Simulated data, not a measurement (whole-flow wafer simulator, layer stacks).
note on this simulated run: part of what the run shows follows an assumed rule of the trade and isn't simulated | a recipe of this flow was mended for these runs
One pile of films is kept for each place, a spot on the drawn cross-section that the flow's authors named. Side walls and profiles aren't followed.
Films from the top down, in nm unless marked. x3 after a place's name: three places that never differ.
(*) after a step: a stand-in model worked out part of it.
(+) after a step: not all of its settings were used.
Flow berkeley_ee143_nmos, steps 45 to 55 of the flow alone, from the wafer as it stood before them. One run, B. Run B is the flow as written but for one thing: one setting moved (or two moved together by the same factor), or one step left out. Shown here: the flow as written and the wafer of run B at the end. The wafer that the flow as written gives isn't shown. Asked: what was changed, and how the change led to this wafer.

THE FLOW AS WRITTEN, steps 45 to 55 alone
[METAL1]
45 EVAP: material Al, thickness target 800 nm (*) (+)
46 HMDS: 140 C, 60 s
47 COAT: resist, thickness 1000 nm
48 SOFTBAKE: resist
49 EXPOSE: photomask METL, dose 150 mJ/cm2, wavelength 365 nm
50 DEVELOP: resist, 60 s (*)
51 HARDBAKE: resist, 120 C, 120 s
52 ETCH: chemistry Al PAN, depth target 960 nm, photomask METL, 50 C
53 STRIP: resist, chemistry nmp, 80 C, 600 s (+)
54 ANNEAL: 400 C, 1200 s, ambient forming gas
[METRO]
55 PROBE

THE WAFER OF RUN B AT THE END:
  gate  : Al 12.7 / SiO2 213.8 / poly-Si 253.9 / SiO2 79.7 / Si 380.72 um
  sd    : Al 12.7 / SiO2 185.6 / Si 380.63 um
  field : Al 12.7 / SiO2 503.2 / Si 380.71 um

The cause: step 45, EVAP: thickness target 986 nm was run, where the flow has thickness target 800 nm.

How the change led to this, step by step:
  45 EVAP: material Al, thickness target 800 nm (*) (+)
      gate, sd, contact, field: Al +986 (new film) (as written it would be: Al +800 (new film))
  52 ETCH: chemistry Al PAN, depth target 960 nm, photomask METL, 50 C
      gate, sd, field: Al -960 (as written it would be: Al -786.7 (all of it))
Counting metal films that touch as one body, gate has 1 body; the flow as written gives 0 bodies.
Counting metal films that touch as one body, sd has 1 body; the flow as written gives 0 bodies.
Counting metal films that touch as one body, field has 1 body; the flow as written gives 0 bodies.
